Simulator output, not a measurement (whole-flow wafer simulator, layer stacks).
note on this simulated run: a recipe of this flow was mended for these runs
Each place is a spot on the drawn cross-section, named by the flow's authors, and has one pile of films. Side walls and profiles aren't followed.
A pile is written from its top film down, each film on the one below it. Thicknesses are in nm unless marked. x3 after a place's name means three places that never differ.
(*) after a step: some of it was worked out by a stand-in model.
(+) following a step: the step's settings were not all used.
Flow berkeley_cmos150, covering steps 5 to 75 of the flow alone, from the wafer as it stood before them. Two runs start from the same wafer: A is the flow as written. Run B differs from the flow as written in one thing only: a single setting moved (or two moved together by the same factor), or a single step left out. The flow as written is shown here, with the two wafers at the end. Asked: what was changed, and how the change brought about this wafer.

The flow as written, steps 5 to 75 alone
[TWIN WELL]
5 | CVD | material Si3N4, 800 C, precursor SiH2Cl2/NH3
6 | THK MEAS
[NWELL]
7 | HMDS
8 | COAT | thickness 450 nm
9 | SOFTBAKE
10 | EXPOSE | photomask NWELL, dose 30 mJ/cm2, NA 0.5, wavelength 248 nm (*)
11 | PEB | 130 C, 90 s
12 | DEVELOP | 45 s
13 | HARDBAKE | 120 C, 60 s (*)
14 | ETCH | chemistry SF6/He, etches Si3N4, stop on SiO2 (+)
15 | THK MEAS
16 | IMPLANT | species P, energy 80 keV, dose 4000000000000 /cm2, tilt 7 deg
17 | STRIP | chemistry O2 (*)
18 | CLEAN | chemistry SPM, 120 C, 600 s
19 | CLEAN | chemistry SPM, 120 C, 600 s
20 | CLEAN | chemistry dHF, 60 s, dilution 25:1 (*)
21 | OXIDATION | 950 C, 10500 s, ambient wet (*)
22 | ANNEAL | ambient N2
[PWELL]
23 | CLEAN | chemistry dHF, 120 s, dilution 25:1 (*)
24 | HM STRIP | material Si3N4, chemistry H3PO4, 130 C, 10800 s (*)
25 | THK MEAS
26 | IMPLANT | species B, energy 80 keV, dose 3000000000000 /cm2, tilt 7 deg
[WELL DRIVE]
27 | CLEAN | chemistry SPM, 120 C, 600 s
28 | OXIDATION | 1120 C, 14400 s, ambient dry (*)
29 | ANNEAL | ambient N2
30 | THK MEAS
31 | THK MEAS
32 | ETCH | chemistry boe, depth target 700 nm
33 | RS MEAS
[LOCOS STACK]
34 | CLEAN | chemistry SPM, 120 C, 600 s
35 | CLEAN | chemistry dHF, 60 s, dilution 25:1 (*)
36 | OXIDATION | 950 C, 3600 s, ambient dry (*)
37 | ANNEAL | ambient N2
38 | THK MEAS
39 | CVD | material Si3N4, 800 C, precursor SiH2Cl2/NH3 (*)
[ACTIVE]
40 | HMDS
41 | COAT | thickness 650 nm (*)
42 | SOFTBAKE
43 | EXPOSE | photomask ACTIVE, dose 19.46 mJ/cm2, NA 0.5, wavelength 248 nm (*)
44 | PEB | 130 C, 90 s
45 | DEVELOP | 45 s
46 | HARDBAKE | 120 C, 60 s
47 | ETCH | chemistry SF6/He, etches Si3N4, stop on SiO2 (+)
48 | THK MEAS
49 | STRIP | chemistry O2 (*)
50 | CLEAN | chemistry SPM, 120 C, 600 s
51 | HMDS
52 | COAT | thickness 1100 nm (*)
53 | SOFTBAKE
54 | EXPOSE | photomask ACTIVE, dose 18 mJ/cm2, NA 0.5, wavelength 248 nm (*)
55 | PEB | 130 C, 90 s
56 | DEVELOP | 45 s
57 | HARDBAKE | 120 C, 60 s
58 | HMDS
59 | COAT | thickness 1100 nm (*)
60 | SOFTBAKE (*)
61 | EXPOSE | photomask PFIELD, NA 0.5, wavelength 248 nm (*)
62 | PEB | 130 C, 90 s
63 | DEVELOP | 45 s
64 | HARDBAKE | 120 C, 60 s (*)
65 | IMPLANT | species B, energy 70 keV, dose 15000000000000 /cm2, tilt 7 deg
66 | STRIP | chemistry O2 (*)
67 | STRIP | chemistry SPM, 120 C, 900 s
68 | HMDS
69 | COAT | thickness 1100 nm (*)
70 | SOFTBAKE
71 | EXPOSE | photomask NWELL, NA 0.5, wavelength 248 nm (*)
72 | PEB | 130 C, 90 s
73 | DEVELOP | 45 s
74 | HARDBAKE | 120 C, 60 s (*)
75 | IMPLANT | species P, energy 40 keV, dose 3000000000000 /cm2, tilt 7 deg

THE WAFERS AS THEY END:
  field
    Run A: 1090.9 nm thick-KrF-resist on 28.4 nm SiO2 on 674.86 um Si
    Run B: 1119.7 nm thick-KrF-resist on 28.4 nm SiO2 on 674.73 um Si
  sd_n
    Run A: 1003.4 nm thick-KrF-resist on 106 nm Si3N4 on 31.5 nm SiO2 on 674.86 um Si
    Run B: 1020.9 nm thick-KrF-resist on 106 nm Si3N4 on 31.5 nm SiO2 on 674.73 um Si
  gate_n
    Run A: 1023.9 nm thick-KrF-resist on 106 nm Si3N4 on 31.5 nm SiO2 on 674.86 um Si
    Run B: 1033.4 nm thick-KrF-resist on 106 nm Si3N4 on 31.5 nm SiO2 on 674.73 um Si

What caused this: step 5, CVD: 560 C was run, while the flow as written has 800 C.

How this came from the change, step by step:
  5 | CVD | material Si3N4, 800 C, precursor SiH2Cl2/NH3
      field, field_p, sd_n, gate_n, sd_p, gate_p, contact, m1: A Si3N4 gains 106 (new film) | B Si3N4 gains 0.55 (new film)
  14 | ETCH | chemistry SF6/He, etches Si3N4, stop on SiO2 (+)
      field, sd_n, gate_n, contact, m1: A KrF-resist loses 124 | B KrF-resist loses 9.29
      field_p, sd_p, gate_p: A Si3N4 loses 106 (all of it), SiO2 loses 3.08 | B Si3N4 loses 0.55 (all of it), SiO2 loses 3.08
  17 | STRIP | chemistry O2 (*)
      field, sd_n, gate_n, contact, m1: A KrF-resist loses 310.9 (all of it) | B KrF-resist loses 425.6 (all of it)
  20 | CLEAN | chemistry dHF, 60 s, dilution 25:1 (*)
      field, sd_n, gate_n, contact, m1: A Si3N4 loses 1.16 | B Si3N4 loses 0.55 (all of it), SiO2 loses 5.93
  21 | OXIDATION | 950 C, 10500 s, ambient wet (*)
      field, sd_n, gate_n, contact, m1: A SiO2 gains 7.45 (new film), Si3N4 loses 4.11 | B SiO2 gains 455.9, Si loses 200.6
  23 | CLEAN | chemistry dHF, 120 s, dilution 25:1 (*)
      field, sd_n, gate_n, contact, m1: A SiO2 loses 7.45 (all of it), Si3N4 loses 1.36 | B SiO2 loses 23
  24 | HM STRIP | material Si3N4, chemistry H3PO4, 130 C, 10800 s (*)
      field, sd_n, gate_n, contact, m1: A Si3N4 loses 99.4 (all of it), SiO2 loses 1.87 | B SiO2 loses 2.72
  28 | OXIDATION | 1120 C, 14400 s, ambient dry (*)
      field, sd_n, gate_n, contact, m1: A SiO2 gains 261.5, Si loses 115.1 | B SiO2 gains 103, Si loses 45.3
  32 | ETCH | chemistry boe, depth target 700 nm
      field, sd_n, gate_n, contact, m1: A SiO2 loses 291.1 (all of it) | B SiO2 loses 558.7 (all of it)
  41 | COAT | thickness 650 nm (*)
      field_p: A KrF-resist gains 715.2 (new film) | B KrF-resist gains 651.3 (new film)
      sd_n: A KrF-resist gains 633.7 (new film) | B KrF-resist gains 649.7 (new film)
      (and at 2 other places as well)
  45 | DEVELOP | 45 s
      field_p: A KrF-resist loses 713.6 (all of it) | B KrF-resist loses 649.8 (all of it)
  46 | HARDBAKE | 120 C, 60 s
      sd_n: A KrF-resist loses 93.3 | B KrF-resist loses 95.7
      sd_p: A KrF-resist loses 102.4 | B KrF-resist loses 95.8
      (and at 1 other place as well)
  49 | STRIP | chemistry O2 (*)
      sd_n: A KrF-resist loses 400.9 (all of it) | B KrF-resist loses 414.4 (all of it)
      sd_p: A KrF-resist loses 452.2 (all of it) | B KrF-resist loses 415.4 (all of it)
      (and at 1 other place as well)
  52 | COAT | thickness 1100 nm (*)
      field: A thick-KrF-resist gains 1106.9 (new film) | B thick-KrF-resist gains 1135.8 (new film)
      field_p: A thick-KrF-resist gains 1219.5 (new film) | B thick-KrF-resist gains 1138.3 (new film)
      (and at 2 other places as well)
  56 | DEVELOP | 45 s
      field: A thick-KrF-resist loses 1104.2 (all of it) | B thick-KrF-resist loses 1133 (all of it)
      field_p: A thick-KrF-resist loses 1216.4 (all of it) | B thick-KrF-resist loses 1135.5 (all of it)
  57 | HARDBAKE | 120 C, 60 s
      sd_p: A thick-KrF-resist loses 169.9 | B thick-KrF-resist loses 159.7
      gate_p: A thick-KrF-resist loses 170.5 | B thick-KrF-resist loses 160.8
  ... 3 other steps ...
  73 | DEVELOP | 45 s
      field_p: A thick-KrF-resist loses 1216.4 (all of it) | B thick-KrF-resist loses 1135.5 (all of it)
      sd_p: A thick-KrF-resist loses 1108.9 (all of it) | B thick-KrF-resist loses 1043 (all of it)
      (and at 1 other place as well)
